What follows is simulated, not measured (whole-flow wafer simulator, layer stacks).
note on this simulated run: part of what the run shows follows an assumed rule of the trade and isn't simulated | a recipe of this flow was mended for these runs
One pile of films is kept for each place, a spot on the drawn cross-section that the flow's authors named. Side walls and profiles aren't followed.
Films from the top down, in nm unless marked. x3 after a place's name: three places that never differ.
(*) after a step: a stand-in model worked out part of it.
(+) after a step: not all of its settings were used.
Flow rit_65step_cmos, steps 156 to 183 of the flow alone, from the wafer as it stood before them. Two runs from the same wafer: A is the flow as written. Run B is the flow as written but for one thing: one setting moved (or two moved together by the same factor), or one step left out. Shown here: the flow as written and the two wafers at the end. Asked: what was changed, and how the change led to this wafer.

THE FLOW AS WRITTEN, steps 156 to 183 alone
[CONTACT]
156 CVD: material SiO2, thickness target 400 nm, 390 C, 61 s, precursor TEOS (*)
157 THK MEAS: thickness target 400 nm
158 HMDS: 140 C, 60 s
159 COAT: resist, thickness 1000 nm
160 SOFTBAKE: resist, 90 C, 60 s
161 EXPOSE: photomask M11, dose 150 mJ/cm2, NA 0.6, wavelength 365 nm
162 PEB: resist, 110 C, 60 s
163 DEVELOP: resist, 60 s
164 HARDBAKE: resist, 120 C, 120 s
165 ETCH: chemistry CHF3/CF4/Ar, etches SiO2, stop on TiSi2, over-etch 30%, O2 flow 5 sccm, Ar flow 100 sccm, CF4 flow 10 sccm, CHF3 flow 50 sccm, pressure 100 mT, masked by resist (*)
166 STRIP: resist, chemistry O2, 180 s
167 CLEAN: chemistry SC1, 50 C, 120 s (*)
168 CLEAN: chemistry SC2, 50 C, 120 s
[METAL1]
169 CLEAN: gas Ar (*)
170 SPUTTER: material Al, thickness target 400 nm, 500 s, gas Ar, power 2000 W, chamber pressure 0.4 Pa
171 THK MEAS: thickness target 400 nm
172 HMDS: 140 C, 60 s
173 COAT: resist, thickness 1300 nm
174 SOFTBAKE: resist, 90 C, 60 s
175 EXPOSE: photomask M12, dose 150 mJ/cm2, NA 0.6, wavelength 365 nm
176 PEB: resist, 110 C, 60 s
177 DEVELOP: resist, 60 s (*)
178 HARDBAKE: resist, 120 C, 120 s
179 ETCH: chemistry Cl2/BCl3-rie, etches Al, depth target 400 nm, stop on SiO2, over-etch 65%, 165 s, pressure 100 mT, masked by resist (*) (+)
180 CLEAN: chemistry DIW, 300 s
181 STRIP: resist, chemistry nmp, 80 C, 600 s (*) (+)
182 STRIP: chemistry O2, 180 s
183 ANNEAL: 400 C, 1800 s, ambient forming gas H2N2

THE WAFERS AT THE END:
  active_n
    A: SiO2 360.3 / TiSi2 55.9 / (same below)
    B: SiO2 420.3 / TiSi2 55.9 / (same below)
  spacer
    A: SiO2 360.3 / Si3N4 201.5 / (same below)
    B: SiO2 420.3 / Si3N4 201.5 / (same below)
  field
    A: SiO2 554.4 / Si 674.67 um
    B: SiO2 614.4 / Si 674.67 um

The cause: step 156, CVD: thickness target 460 nm was run, where the flow has thickness target 400 nm; step 156, CVD: 70 s was run, where the flow has 61 s.

How the change led to this, step by step:
  156 CVD: material SiO2, thickness target 400 nm, 390 C, 61 s, precursor TEOS (*)
      active_n, active_p, gate_n and 7 more: A SiO2 +400 (new film) | B SiO2 +460 (new film)
      field, field_pw, field_nw, field_p: A SiO2 +400 | B SiO2 +460
  165 ETCH: chemistry CHF3/CF4/Ar, etches SiO2, stop on TiSi2, over-etch 30%, O2 flow 5 sccm, Ar flow 100 sccm, CF4 flow 10 sccm, CHF3 flow 50 sccm, pressure 100 mT, masked by resist (*)
      contact: A SiO2 -400 (all of it), TiSi2 -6 | B SiO2 -460 (all of it), TiSi2 -3
  170 SPUTTER: material Al, thickness target 400 nm, 500 s, gas Ar, power 2000 W, chamber pressure 0.4 Pa
      contact: A Al +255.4 (new film) | B Al +239.2 (new film)
  173 COAT: resist, thickness 1300 nm
      contact: A resist +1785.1 (new film) | B resist +1847.9 (new film)
  176 PEB: resist, 110 C, 60 s
      contact: A resist -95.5 | B resist -99.1
  178 HARDBAKE: resist, 120 C, 120 s
      contact: A resist -62.1 | B resist -64.6
  181 STRIP: resist, chemistry nmp, 80 C, 600 s (*) (+)
      contact: A resist -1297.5 (all of it) | B resist -1354.2 (all of it)
